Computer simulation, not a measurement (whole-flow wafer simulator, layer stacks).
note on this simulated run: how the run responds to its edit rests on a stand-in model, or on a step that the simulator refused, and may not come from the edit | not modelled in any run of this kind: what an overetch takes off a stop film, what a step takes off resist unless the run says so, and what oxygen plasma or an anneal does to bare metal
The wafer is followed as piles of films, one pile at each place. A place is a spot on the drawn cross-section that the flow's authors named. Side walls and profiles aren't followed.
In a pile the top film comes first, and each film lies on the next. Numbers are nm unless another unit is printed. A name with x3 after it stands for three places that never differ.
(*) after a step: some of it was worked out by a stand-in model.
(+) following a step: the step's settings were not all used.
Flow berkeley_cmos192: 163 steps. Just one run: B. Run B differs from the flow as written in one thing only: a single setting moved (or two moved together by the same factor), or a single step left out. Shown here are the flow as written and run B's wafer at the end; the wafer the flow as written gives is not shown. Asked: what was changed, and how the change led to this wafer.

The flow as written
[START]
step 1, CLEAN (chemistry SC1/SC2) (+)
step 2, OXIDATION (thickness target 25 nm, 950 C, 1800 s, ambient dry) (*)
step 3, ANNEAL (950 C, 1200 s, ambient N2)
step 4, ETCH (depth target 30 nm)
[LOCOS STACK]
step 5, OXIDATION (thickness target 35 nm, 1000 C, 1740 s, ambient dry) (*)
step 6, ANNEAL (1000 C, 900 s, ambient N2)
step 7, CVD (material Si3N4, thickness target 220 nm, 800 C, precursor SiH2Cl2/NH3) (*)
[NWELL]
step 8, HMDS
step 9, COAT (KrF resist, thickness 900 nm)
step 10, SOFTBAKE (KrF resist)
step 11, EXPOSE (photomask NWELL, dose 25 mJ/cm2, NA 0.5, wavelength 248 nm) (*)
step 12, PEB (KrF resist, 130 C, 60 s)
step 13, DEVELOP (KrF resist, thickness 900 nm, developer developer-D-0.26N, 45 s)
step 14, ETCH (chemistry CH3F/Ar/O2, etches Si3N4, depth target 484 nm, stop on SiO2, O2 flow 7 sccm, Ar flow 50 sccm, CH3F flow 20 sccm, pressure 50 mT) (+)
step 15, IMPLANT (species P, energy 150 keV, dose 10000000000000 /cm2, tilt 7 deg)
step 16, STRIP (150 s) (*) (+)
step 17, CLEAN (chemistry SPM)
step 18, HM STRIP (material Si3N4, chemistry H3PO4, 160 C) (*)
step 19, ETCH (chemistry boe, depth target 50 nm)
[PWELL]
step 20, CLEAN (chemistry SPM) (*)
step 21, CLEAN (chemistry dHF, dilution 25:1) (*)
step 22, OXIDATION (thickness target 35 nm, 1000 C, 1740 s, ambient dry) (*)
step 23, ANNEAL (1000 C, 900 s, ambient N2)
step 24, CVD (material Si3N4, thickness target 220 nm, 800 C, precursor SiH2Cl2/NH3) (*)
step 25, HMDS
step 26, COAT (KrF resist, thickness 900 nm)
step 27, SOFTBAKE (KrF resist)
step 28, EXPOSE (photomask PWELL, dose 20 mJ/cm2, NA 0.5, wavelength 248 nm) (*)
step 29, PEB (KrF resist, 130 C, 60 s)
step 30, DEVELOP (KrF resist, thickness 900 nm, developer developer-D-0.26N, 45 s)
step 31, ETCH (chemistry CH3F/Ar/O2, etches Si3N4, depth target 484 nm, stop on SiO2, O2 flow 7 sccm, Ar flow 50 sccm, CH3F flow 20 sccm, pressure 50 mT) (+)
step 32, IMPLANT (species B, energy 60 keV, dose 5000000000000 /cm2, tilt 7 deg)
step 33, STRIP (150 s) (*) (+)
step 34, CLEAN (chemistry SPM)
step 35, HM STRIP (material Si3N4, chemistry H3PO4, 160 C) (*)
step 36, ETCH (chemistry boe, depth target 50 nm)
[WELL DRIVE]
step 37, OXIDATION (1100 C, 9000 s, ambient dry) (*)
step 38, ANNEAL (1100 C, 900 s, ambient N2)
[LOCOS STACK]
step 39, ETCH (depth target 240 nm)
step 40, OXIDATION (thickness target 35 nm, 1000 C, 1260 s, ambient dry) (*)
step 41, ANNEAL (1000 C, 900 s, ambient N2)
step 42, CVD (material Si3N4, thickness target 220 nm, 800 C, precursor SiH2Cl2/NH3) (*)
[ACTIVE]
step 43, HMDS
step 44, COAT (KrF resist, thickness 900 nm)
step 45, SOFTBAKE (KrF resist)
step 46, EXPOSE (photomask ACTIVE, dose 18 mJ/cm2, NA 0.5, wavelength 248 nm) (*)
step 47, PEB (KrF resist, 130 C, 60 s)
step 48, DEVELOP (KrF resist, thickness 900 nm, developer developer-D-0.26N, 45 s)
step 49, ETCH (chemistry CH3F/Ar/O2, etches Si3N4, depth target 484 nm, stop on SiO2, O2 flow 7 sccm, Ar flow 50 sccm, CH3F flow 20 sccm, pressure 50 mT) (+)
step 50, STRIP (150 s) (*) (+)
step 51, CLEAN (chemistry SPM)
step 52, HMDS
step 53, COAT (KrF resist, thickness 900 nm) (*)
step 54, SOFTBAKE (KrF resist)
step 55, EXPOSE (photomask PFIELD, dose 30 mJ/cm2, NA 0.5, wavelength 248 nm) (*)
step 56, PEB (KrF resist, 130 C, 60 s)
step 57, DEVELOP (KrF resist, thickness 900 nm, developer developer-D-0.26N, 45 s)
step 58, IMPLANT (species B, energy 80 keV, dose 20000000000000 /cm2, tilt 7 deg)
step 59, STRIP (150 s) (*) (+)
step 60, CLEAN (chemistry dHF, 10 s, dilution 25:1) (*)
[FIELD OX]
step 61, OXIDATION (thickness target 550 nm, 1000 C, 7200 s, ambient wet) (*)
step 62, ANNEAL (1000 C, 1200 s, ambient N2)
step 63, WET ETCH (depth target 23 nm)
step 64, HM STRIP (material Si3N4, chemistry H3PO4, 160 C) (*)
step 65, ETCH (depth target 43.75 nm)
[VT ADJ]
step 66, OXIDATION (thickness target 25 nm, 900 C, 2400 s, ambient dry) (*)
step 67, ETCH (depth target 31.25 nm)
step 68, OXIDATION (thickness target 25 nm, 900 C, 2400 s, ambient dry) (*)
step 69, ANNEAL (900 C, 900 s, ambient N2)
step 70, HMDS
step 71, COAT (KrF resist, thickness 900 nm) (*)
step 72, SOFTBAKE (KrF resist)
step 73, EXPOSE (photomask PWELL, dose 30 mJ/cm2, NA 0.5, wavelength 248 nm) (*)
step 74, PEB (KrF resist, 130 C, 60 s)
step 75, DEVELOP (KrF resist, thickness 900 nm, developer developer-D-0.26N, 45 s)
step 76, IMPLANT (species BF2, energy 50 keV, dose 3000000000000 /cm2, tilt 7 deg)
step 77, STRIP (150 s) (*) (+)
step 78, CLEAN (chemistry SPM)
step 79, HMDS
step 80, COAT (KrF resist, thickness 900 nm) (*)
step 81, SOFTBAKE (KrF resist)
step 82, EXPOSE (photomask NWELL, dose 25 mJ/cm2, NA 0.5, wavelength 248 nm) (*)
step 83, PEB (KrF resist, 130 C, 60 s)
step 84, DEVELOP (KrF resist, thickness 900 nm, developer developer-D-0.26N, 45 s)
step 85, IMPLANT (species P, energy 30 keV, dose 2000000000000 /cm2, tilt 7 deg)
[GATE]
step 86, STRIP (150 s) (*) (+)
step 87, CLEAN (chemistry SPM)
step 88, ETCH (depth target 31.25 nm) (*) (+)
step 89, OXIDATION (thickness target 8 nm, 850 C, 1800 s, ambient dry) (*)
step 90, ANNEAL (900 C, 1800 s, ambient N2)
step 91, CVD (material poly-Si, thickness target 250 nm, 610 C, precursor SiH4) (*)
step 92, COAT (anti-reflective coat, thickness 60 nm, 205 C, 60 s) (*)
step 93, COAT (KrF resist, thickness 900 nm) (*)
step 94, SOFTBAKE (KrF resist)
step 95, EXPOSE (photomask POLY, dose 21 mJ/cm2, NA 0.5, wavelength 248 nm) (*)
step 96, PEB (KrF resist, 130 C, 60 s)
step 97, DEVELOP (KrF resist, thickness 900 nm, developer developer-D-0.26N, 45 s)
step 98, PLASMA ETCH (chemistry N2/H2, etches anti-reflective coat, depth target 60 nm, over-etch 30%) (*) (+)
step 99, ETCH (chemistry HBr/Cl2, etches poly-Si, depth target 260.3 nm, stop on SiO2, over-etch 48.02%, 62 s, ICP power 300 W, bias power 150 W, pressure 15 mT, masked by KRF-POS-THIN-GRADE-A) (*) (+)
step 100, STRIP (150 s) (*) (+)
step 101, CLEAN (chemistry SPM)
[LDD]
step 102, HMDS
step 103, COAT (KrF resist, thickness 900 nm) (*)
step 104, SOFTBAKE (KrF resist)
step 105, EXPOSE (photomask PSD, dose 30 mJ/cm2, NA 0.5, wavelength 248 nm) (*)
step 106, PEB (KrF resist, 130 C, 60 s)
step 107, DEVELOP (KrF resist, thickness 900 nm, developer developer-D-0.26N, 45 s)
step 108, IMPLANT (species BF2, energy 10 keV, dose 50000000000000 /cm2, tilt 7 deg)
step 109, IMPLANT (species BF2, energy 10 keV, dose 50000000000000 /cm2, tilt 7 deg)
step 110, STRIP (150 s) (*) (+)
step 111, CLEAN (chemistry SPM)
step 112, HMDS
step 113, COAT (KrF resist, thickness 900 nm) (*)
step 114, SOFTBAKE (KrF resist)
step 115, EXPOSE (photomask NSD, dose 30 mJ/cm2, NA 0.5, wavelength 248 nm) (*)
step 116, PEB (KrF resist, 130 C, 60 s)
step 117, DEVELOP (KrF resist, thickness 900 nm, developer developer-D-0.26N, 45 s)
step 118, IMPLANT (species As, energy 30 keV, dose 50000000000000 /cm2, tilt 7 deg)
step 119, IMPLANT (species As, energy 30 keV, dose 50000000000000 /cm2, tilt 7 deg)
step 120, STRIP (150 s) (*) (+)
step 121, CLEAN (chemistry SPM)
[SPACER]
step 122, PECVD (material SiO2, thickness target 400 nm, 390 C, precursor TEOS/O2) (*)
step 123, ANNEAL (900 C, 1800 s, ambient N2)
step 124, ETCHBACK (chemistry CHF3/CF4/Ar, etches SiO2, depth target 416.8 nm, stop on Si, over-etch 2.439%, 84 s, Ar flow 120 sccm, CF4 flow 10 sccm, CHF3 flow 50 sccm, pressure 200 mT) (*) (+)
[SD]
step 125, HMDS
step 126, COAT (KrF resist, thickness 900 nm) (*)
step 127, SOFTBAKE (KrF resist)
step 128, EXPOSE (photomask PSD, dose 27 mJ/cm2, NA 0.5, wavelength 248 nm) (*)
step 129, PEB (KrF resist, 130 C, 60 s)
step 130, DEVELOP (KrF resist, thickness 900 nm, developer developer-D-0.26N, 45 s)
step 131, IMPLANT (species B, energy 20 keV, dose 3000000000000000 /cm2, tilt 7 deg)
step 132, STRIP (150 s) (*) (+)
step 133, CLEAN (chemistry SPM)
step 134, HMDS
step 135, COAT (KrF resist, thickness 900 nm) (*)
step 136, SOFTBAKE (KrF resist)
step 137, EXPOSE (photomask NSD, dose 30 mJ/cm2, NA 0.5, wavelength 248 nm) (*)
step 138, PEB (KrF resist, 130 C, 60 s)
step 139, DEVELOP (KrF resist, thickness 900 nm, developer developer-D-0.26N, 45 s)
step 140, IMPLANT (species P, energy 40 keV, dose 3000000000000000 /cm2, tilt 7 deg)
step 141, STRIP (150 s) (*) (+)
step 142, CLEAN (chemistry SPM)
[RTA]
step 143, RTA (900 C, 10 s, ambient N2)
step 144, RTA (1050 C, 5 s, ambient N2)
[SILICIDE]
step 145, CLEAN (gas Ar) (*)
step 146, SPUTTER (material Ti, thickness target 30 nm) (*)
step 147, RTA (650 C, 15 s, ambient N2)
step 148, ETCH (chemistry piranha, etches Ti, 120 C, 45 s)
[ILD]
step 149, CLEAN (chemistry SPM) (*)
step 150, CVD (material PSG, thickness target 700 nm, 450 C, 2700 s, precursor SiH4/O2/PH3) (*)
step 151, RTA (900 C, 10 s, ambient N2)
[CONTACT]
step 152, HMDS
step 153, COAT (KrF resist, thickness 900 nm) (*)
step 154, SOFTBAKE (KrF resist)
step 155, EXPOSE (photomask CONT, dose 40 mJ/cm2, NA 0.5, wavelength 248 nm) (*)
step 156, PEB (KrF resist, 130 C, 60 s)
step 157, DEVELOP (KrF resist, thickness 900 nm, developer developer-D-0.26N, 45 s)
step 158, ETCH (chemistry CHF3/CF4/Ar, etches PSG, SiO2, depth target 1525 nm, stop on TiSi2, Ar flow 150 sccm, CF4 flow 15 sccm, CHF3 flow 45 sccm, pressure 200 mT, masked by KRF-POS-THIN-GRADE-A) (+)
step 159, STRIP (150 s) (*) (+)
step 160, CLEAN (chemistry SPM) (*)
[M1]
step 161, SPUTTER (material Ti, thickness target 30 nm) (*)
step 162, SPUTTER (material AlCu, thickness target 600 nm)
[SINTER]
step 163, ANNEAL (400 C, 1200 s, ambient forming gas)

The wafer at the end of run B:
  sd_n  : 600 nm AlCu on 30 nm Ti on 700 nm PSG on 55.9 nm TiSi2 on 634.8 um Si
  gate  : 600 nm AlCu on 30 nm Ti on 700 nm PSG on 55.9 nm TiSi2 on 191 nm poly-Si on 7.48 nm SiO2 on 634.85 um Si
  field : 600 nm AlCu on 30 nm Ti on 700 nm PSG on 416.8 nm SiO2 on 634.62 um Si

What caused this: step 44, COAT: thickness 450 nm was run, whereas the flow has thickness 900 nm; step 65, ETCH: depth target 21.88 nm was run, where the flow has depth target 43.75 nm.

Step by step, how the change led to this:
  step 44, COAT (KrF resist, thickness 900 nm)
      field, sd_n, spacer_n and 6 more: KrF resist gains 450 (new film) (it would be, as written: KrF resist gains 900 (new film))
  step 47, PEB (KrF resist, 130 C, 60 s)
      field, sd_n, spacer_n and 6 more: KrF resist loses 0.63 (it would be, as written: KrF resist loses 1.43)
  step 48, DEVELOP (KrF resist, thickness 900 nm, developer developer-D-0.26N, 45 s)
      field: KrF resist loses 449.4 (all of it) (it would be, as written: KrF resist loses 898.6 (all of it))
  step 50, STRIP (150 s) (*) (+)
      sd_n, spacer_n, gate, sd_p, spacer_p, gate_p, contact, m1: KrF resist loses 273.8 (all of it) (it would be, as written: KrF resist loses 723 (all of it))
  step 65, ETCH (depth target 43.75 nm)
      sd_n, spacer_n, gate, sd_p, spacer_p, gate_p, contact, m1: SiO2 loses 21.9 (it would be, as written: SiO2 loses 24.6 (all of it))
      field: SiO2 loses 21.9 (it would be, as written: SiO2 loses 43.8)
  step 66, OXIDATION (thickness target 25 nm, 900 C, 2400 s, ambient dry) (*)
      sd_n, spacer_n, gate, sd_p, spacer_p, gate_p, contact, m1: SiO2 gains 12.9, Si loses 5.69 (it would be, as written: SiO2 gains 14.9 (new film), Si loses 6.57)
  step 67, ETCH (depth target 31.25 nm)
      spacer_n, spacer_p, gate_p, contact, m1: SiO2 loses 15.6 (all of it) (it would be, as written: SiO2 loses 14.9 (all of it))
      sd_n, gate, sd_p: SiO2 loses 15.7 (all of it) (it would be, as written: SiO2 loses 14.9 (all of it))
  step 92, COAT (anti-reflective coat, thickness 60 nm, 205 C, 60 s) (*)
      sd_n: anti-reflective coat gains 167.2 (new film) (it would be, as written: anti-reflective coat gains 152.4 (new film))
      spacer_n: anti-reflective coat gains 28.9 (new film) (it would be, as written: anti-reflective coat gains 33.8 (new film))
      (and at 6 other places as well)
  step 98, PLASMA ETCH (chemistry N2/H2, etches anti-reflective coat, depth target 60 nm, over-etch 30%) (*) (+)
      sd_n: anti-reflective coat loses 167.2 (all of it), poly-Si loses 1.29 (it would be, as written: anti-reflective coat loses 152.4 (all of it), poly-Si loses 1.17)
      spacer_n: anti-reflective coat loses 28.9 (all of it), poly-Si loses 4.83 (it would be, as written: anti-reflective coat loses 33.8 (all of it), poly-Si loses 4.21)
      (and at 4 other places as well)
  step 100, STRIP (150 s) (*) (+)
      gate: chemical SiO2 gains 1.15 (new film), KrF resist loses 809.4 (all of it), anti-reflective coat loses 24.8 (all of it), poly-Si loses 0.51 (it would be, as written: chemical SiO2 gains 1.15 (new film), KrF resist loses 791.8 (all of it), anti-reflective coat loses 30 (all of it), poly-Si loses 0.51)
      gate_p: chemical SiO2 gains 1.15 (new film), KrF resist loses 776.5 (all of it), anti-reflective coat loses 27.4 (all of it), poly-Si loses 0.51 (it would be, as written: chemical SiO2 gains 1.15 (new film), KrF resist loses 765.1 (all of it), anti-reflective coat loses 31 (all of it), poly-Si loses 0.51)
  step 147, RTA (650 C, 15 s, ambient N2)
      sd_p: Ti loses 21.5, TiSi first gains 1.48 (new film), TiSi2 C49 gains 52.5 (new film), Si loses 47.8 (it would be, as written: Ti loses 21.9, TiSi first gains 2.35 (new film), TiSi2 C49 gains 52.1 (new film), Si loses 48.1)
  step 151, RTA (900 C, 10 s, ambient N2)
      sd_p: under 1 film: TiSi2 gains 51.4 (new film), TiSi first loses 1.38 (all of it), TiSi2 C49 loses 52.5 (all of it), Si loses 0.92 (it would be, as written: under 1 film: TiSi2 gains 52.2 (new film), TiSi first loses 2.25 (all of it), TiSi2 C49 loses 52.1 (all of it), Si loses 1.5)
  step 162, SPUTTER (material AlCu, thickness target 600 nm)
      sd_p: AlCu gains 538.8 (new film) (it would be, as written: AlCu gains 551.2 (new film))
